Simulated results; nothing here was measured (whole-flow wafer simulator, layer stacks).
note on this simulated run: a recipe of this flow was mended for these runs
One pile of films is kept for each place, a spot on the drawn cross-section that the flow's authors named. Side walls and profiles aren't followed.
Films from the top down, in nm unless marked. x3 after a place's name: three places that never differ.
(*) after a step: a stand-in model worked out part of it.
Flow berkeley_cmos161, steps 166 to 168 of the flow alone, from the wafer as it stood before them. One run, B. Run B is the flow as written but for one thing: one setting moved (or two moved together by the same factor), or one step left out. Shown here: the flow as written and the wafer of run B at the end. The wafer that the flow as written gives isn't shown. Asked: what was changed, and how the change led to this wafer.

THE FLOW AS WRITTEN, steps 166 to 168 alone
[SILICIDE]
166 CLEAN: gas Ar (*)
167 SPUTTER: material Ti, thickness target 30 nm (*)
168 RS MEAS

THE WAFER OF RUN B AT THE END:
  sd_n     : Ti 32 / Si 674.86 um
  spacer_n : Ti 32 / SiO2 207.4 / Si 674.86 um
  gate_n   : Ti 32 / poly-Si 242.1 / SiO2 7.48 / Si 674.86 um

The cause: step 167, SPUTTER: thickness target 32 nm was run, where the flow has thickness target 30 nm.
It can be read off the wafer: sd_n has Ti 32, and step 167 as written asks for 30 nm.

How the change led to this, step by step:
  167 SPUTTER: material Ti, thickness target 30 nm (*)
      field, sd_n, spacer_n, gate_n, sd_p, spacer_p, gate_p, contact x2: Ti +32 (new film) (as written it would be: Ti +30 (new film))
